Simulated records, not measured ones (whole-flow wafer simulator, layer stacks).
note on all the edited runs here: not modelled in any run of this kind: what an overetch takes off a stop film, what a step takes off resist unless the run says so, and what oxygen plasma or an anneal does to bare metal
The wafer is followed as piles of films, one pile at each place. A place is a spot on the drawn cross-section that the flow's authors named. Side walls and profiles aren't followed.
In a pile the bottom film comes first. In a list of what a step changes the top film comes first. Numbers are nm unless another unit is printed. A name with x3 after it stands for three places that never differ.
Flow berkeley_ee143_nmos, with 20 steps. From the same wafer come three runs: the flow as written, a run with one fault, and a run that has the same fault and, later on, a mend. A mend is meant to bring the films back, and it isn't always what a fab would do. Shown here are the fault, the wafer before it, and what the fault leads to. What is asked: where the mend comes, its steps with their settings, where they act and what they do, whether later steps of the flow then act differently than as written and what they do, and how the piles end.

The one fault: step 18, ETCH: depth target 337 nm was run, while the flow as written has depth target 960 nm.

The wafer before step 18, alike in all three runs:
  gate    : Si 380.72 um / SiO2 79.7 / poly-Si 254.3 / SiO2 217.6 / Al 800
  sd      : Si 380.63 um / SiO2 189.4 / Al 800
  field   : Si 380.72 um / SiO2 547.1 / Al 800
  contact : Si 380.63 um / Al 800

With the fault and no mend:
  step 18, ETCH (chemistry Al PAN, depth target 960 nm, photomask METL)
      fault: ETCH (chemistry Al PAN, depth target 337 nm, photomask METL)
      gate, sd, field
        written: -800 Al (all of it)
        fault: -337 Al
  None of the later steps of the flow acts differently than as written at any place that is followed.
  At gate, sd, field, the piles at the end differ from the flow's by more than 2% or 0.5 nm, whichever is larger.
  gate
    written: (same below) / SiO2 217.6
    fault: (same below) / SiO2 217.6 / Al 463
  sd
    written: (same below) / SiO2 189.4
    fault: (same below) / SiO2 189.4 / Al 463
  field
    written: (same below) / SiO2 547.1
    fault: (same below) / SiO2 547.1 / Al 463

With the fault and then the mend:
  The mend stands after step 18.
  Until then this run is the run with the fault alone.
  step 18a, ETCH (chemistry Al PAN, depth target 623 nm, photomask METL) (the flow's step 18 again, with other settings)
      gate, sd, field
        -463 Al (all of it)
  None of the later steps of the flow acts differently than as written at any place that is followed.
  The piles end the same as the flow's at every place that both follow.
